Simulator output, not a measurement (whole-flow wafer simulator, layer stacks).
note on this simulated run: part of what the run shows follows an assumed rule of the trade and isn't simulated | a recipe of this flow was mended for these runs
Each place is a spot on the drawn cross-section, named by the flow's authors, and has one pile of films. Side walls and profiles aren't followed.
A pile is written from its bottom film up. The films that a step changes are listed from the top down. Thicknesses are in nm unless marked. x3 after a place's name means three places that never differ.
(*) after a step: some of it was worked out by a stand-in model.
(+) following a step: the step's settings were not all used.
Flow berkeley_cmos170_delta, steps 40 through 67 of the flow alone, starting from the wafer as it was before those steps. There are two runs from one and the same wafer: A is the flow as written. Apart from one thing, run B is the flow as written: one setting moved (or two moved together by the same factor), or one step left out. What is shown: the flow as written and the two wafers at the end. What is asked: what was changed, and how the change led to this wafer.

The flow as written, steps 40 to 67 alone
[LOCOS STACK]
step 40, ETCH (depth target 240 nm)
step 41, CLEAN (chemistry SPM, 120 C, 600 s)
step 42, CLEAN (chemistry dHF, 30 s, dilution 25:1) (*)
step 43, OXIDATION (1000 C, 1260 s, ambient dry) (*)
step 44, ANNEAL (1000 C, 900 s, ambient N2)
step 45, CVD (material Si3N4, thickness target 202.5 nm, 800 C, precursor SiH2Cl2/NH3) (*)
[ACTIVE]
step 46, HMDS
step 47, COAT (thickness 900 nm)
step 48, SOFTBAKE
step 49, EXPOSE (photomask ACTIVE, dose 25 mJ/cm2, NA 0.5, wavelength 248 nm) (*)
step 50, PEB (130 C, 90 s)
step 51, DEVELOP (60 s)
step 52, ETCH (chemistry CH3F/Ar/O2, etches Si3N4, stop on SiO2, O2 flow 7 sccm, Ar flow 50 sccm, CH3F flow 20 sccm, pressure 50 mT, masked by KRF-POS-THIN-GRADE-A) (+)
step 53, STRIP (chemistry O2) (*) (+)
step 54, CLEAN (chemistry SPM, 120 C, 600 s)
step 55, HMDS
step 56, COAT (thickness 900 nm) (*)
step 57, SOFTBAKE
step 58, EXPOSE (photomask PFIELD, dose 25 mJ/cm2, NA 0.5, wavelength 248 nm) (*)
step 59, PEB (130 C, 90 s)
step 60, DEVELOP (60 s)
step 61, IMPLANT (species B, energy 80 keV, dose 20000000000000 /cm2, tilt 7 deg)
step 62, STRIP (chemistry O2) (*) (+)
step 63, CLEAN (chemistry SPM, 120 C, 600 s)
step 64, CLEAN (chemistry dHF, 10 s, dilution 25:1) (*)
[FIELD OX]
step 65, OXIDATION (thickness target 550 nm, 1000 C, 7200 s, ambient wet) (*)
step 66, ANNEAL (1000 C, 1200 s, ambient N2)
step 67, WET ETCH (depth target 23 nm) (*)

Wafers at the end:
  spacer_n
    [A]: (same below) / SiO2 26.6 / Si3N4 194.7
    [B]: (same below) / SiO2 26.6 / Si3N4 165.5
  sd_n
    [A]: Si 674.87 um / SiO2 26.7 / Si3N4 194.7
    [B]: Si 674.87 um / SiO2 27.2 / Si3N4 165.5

The reason: step 45, CVD: thickness target 173.3 nm was run, whereas the flow has thickness target 202.5 nm.

How this came from the change, step by step:
  step 45, CVD (material Si3N4, thickness target 202.5 nm, 800 C, precursor SiH2Cl2/NH3) (*)
      field, sd_n, spacer_n and 6 more: A Si3N4 gains 202.5 (new film) | B Si3N4 gains 173.3 (new film)
  step 52, ETCH (chemistry CH3F/Ar/O2, etches Si3N4, stop on SiO2, O2 flow 7 sccm, Ar flow 50 sccm, CH3F flow 20 sccm, pressure 50 mT, masked by KRF-POS-THIN-GRADE-A) (+)
      sd_n, spacer_n, gate, sd_p, spacer_p, gate_p, contact, m1: A KrF-resist loses 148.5 | B KrF-resist loses 129
      field: A Si3N4 loses 202.5 (all of it), SiO2 loses 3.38 | B Si3N4 loses 173.3 (all of it), SiO2 loses 3.38
  step 53, STRIP (chemistry O2) (*) (+)
      sd_n, spacer_n, gate, sd_p, spacer_p, gate_p, contact, m1: A KrF-resist loses 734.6 (all of it) | B KrF-resist loses 754 (all of it)
  step 65, OXIDATION (thickness target 550 nm, 1000 C, 7200 s, ambient wet) (*)
      sd_n, sd_p: A SiO2 gains 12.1 (new film), Si3N4 loses 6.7, SiO2 gains 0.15, Si loses 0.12 | B SiO2 gains 12.1 (new film), Si3N4 loses 6.7, SiO2 gains 0.69, Si loses 0.32
